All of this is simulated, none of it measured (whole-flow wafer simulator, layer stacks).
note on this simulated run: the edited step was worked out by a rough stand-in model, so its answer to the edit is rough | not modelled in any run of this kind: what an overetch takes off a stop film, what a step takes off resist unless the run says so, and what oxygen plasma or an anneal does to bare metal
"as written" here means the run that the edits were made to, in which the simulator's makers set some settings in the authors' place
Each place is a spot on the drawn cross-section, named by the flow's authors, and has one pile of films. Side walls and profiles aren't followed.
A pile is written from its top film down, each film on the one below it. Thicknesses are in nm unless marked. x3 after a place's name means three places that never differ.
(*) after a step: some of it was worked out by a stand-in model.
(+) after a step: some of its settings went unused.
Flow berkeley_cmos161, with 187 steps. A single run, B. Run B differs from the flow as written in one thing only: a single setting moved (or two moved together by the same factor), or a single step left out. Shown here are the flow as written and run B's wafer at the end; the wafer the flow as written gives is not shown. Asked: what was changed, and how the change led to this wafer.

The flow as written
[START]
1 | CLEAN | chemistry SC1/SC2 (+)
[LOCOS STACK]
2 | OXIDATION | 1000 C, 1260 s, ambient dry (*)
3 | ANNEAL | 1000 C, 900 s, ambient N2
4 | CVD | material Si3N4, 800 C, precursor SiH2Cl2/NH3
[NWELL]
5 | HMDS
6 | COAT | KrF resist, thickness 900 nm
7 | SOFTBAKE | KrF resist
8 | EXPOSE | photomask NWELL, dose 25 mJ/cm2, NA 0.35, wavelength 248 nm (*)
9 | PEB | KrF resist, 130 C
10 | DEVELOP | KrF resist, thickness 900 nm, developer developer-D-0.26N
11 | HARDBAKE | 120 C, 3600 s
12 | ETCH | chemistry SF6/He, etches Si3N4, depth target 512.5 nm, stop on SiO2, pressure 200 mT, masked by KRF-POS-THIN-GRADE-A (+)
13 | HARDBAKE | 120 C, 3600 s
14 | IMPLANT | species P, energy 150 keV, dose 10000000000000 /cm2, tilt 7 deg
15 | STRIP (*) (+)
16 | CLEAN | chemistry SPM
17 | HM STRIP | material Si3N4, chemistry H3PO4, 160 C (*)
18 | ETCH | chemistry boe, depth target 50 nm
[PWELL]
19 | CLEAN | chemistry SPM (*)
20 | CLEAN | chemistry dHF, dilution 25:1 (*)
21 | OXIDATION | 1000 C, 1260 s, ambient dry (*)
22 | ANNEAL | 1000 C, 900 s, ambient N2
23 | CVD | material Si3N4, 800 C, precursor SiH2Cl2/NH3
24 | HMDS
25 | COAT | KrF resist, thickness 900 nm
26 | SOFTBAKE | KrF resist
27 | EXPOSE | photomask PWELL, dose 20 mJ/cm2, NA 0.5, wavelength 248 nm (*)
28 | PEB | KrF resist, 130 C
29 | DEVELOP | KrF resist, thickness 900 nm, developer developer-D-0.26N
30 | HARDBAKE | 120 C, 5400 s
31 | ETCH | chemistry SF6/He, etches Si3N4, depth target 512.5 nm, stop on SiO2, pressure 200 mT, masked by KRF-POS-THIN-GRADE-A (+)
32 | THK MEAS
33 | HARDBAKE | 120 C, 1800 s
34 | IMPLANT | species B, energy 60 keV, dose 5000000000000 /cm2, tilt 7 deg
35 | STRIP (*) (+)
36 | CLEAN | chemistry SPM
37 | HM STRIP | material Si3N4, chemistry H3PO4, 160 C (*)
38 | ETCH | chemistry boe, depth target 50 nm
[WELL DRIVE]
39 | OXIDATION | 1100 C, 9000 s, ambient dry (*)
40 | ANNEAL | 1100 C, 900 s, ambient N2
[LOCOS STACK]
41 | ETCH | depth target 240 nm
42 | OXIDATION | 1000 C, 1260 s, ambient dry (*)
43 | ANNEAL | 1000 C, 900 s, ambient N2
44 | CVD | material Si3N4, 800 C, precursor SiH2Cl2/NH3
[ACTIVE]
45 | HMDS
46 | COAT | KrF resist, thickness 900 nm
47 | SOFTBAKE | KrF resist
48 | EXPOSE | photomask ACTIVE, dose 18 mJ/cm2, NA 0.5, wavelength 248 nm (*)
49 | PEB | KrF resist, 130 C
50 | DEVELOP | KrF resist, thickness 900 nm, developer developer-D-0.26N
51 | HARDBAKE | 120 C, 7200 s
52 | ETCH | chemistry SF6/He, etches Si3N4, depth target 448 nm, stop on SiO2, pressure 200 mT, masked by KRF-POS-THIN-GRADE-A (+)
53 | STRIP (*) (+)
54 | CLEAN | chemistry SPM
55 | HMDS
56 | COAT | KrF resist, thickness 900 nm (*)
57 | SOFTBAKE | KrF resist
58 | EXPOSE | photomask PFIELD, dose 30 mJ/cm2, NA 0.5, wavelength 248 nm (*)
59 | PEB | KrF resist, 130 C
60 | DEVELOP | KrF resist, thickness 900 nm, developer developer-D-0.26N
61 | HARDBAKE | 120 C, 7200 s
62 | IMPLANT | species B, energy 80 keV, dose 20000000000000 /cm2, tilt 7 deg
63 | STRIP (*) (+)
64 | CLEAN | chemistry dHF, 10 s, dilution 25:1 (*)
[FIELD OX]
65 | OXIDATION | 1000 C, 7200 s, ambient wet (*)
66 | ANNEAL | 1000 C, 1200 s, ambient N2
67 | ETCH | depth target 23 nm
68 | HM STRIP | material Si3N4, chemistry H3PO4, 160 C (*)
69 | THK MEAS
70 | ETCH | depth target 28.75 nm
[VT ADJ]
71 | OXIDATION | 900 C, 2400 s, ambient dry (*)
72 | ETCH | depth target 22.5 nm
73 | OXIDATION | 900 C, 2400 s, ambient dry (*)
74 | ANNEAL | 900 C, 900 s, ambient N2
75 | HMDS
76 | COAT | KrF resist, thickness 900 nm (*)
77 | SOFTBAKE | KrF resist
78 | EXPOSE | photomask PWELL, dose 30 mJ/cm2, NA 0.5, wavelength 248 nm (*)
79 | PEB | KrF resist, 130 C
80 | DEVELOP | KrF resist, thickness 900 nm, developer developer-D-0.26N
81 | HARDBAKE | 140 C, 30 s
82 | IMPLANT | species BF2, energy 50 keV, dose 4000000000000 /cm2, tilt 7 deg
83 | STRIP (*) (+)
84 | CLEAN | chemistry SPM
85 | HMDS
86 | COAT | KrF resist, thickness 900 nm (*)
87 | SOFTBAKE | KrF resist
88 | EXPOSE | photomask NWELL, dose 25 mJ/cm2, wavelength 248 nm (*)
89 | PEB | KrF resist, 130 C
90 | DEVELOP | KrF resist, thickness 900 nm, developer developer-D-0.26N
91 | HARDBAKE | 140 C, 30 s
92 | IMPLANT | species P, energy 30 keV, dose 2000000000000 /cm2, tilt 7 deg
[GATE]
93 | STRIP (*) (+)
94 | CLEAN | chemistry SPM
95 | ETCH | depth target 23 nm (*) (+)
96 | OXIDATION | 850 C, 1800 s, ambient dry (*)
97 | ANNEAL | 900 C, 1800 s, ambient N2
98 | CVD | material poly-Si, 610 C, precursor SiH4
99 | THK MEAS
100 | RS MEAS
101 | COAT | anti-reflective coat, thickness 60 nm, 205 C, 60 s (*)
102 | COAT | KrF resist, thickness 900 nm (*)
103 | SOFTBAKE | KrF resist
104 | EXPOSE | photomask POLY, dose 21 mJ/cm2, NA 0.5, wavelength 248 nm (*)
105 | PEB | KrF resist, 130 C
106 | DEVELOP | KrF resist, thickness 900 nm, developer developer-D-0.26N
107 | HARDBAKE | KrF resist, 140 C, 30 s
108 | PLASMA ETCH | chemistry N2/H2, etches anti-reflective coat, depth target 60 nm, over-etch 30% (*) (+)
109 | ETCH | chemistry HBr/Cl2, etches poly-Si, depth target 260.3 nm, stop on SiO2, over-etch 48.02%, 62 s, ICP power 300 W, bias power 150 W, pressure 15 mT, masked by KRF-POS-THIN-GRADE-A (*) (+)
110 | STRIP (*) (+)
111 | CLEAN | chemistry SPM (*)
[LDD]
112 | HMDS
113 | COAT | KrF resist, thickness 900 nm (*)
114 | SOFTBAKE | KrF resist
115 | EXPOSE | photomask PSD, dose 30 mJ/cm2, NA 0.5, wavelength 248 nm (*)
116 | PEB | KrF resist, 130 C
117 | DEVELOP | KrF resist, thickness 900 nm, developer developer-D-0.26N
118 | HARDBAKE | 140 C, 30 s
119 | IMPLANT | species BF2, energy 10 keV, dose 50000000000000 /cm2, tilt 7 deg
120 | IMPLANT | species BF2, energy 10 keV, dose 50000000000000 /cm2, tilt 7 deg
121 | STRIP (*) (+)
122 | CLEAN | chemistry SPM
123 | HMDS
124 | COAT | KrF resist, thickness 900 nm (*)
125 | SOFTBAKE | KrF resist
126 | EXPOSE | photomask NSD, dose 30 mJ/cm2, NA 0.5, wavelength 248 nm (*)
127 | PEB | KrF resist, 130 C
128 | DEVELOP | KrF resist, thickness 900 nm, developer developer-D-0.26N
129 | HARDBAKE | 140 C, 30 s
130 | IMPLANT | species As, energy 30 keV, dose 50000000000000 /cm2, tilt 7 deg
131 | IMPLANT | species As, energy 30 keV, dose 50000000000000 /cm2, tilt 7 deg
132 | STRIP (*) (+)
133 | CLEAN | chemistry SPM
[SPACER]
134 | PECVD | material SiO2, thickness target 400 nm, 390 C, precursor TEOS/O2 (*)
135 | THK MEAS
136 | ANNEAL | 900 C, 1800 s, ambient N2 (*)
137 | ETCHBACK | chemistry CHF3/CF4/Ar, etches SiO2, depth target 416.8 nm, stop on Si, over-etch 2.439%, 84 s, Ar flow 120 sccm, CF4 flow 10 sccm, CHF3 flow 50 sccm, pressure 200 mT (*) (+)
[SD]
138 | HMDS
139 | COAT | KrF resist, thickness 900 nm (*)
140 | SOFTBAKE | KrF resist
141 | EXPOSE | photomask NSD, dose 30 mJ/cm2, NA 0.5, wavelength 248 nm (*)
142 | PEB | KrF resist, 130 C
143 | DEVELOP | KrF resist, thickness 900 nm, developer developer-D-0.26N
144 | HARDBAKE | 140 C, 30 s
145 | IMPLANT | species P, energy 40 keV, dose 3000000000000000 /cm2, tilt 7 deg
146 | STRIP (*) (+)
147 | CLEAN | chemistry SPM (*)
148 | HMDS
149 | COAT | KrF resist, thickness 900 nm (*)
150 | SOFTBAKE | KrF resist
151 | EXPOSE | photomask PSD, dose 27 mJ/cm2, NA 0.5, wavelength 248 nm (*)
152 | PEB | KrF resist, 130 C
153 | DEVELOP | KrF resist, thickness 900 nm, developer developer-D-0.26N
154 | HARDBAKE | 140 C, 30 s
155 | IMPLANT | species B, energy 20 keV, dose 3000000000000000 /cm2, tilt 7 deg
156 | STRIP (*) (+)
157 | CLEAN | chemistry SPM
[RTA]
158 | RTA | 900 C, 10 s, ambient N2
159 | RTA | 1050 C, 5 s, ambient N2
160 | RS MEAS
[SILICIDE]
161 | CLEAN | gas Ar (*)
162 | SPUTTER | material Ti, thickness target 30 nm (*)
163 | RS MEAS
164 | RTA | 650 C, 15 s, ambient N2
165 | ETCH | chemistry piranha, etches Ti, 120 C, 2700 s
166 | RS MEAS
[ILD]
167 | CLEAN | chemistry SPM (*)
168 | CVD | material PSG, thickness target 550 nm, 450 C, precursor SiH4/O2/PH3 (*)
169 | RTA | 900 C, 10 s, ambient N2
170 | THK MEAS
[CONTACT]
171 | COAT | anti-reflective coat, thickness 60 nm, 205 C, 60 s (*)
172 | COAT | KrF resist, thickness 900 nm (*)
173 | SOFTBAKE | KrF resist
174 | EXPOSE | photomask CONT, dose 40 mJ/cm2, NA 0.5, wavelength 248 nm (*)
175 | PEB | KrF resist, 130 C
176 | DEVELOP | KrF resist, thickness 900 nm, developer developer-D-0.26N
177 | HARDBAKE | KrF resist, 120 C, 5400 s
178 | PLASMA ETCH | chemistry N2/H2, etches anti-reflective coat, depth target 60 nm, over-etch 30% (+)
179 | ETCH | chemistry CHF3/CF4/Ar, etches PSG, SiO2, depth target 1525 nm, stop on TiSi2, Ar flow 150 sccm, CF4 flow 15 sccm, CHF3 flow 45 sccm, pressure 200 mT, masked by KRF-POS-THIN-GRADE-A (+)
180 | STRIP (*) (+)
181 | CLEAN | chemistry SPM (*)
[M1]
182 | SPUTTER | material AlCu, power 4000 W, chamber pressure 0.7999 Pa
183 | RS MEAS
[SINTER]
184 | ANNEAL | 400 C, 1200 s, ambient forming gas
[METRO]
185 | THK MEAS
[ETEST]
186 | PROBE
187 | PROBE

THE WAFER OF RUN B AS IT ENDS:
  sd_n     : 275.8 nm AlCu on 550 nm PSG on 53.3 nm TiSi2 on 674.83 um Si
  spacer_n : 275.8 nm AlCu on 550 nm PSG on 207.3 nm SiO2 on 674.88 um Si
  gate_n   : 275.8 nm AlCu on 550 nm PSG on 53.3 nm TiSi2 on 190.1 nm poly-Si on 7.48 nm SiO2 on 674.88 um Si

Cause: step 39, OXIDATION: 6300 s was run, whereas the flow has 9000 s.

How this came from the change, step by step:
  39 | OXIDATION | 1100 C, 9000 s, ambient dry (*)
      field, sd_n, spacer_n and 6 more: +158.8 SiO2 (new film), -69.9 Si (as written it would have been: +197.6 SiO2 (new film), -86.9 Si)
  41 | ETCH | depth target 240 nm
      field, sd_n, spacer_n and 6 more: -158.8 SiO2 (all of it) (as written it would have been: -197.6 SiO2 (all of it))
